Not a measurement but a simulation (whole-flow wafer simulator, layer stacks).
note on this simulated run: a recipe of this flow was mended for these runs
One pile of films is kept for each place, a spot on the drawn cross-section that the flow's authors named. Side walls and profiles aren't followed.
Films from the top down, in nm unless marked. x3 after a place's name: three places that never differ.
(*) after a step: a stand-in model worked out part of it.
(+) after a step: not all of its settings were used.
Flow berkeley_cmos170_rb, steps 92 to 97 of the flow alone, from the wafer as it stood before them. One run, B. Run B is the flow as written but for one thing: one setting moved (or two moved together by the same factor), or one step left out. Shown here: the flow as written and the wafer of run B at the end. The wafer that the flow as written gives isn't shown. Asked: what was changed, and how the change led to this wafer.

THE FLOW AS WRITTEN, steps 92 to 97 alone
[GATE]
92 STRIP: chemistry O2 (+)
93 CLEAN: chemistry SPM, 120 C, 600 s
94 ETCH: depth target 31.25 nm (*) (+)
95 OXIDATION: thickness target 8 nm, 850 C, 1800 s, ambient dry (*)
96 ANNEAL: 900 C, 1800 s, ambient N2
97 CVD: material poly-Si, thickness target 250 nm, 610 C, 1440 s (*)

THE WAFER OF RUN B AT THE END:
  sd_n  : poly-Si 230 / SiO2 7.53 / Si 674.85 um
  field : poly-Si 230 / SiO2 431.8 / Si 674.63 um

The cause: step 97, CVD: 1325 s was run, where the flow has 1440 s.

How the change led to this, step by step:
  97 CVD: material poly-Si, thickness target 250 nm, 610 C, 1440 s (*)
      field, sd_n, spacer_n, gate, sd_p, spacer_p x2, contact, m1: poly-Si +230 (new film) (as written it would be: poly-Si +250 (new film))
